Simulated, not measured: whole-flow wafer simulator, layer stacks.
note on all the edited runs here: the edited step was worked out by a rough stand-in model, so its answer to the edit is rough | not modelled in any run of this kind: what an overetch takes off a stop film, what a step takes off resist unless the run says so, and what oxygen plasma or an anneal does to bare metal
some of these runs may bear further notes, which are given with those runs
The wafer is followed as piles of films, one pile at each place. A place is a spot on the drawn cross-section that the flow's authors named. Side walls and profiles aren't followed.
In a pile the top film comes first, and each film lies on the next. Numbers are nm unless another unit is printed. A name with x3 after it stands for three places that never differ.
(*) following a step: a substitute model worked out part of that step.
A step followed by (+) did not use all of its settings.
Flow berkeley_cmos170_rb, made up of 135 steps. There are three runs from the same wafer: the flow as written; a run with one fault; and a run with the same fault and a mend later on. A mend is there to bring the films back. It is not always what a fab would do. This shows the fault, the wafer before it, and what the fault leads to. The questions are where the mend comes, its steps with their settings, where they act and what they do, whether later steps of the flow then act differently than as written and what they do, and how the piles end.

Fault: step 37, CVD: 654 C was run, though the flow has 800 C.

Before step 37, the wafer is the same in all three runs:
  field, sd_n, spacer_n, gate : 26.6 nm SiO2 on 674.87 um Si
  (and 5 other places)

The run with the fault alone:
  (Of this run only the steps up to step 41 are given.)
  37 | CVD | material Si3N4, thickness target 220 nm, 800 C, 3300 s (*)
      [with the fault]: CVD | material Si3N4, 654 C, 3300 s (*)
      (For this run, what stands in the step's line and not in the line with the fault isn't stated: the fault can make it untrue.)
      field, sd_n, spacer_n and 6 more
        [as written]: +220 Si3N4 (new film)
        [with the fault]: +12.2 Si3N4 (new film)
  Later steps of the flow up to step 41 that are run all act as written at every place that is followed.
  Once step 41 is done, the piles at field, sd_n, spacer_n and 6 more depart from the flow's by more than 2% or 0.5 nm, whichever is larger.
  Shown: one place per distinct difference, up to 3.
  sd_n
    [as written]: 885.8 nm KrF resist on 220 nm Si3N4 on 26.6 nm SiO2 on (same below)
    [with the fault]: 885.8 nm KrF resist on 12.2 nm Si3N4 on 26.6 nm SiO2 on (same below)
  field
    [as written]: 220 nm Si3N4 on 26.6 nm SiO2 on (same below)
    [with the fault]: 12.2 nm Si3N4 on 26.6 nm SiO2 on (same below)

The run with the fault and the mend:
  After step 41 comes the mend.
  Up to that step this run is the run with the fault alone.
  41a | STRIP (*) (+)
      sd_n, spacer_n, gate, sd_p, spacer_p, gate_p, contact, m1
        -885.8 KrF resist (all of it)
  41b | CLEAN (*)
      does not change any film at any place that is followed
  41c | CVD | material Si3N4, thickness target 207.8 nm, 800 C, 3117 s (*) (the flow's step 37, run once more with other settings)
      field, sd_n, spacer_n and 6 more
        +207.8 Si3N4
  41d | COAT | KrF resist, thickness 900 nm (the flow's step 38, run once more)
      field, sd_n, spacer_n and 6 more
        +900 KrF resist (new film)
  41e | EXPOSE | photomask ACTIVE (the flow's step 39, run once more)
      does not change any film at any place that is followed
  41f | PEB | 130 C, 60 s (*) (the flow's step 40, run once more)
      does not change any film at any place that is followed
  41g | DEVELOP | developer developer-D-0.26N, 45 s (the flow's step 41, run once more)
      sd_n, spacer_n, gate, sd_p, spacer_p, gate_p, contact, m1
        -14.2 KrF resist
      field
        -900 KrF resist (all of it)
  Later steps of the flow that are run all act as written at every place that is followed, up to a difference of at most 2% or 0.5 nm, whichever is larger.
  At every place that both follow, the piles at the end match the flow's.
